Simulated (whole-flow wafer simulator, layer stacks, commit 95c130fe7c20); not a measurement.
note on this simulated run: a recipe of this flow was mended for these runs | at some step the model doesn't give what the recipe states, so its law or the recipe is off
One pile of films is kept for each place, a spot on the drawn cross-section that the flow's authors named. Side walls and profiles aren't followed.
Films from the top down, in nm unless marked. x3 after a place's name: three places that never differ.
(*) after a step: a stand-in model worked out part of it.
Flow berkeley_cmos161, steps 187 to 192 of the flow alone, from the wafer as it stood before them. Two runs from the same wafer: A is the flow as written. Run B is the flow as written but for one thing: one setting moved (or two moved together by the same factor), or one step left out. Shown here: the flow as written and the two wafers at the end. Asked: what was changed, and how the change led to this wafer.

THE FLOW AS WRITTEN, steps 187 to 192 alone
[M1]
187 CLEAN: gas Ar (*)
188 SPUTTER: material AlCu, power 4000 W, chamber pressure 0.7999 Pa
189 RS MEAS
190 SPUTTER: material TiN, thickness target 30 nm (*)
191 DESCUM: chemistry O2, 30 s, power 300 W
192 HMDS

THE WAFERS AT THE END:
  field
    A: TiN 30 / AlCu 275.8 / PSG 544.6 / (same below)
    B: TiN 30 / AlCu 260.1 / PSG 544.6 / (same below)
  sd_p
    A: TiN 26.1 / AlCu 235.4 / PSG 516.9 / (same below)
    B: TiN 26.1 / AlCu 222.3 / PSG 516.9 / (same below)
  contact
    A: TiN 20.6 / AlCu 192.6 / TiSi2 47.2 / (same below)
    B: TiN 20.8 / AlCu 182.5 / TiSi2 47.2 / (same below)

The cause: step 188, SPUTTER: chamber pressure 0.9279 Pa was run, where the flow has chamber pressure 0.7999 Pa.

How the change led to this, step by step:
  188 SPUTTER: material AlCu, power 4000 W, chamber pressure 0.7999 Pa
      field, sd_n, spacer_n, gate_n, spacer_p, gate_p, m1: A AlCu +275.8 (new film) | B AlCu +260.1 (new film)
      sd_p: A AlCu +235.4 (new film) | B AlCu +222.3 (new film)
      (and at 1 more place)
